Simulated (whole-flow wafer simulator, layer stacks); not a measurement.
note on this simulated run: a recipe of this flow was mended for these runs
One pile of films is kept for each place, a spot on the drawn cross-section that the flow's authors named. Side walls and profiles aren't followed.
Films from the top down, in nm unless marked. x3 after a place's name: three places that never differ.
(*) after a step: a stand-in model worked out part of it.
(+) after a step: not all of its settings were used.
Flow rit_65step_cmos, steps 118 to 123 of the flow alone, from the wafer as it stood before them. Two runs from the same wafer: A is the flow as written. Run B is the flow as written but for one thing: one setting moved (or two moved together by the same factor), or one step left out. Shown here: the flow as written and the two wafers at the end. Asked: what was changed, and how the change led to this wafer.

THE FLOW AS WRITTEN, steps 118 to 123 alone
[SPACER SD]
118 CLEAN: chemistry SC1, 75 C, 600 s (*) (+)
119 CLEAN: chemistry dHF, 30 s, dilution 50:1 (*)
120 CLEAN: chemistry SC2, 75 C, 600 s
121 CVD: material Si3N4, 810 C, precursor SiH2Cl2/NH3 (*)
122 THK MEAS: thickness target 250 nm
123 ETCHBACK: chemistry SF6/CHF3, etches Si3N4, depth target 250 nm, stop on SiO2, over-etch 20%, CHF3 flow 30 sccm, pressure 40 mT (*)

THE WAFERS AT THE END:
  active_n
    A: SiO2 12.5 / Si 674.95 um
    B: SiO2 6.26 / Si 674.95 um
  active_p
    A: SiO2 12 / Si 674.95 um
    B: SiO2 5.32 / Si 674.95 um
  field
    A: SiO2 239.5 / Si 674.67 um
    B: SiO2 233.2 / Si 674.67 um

The cause: step 119, CLEAN: 48 s was run, where the flow has 30 s.

How the change led to this, step by step:
  119 CLEAN: chemistry dHF, 30 s, dilution 50:1 (*)
      field, active_n, gate_n, spacer, sd_n x3: A SiO2 -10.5 | B SiO2 -16.8
      field_p, active_p, gate_p, spacer_p, sd_p: A SiO2 -11.1 | B SiO2 -17.7
      (and at 2 more places)
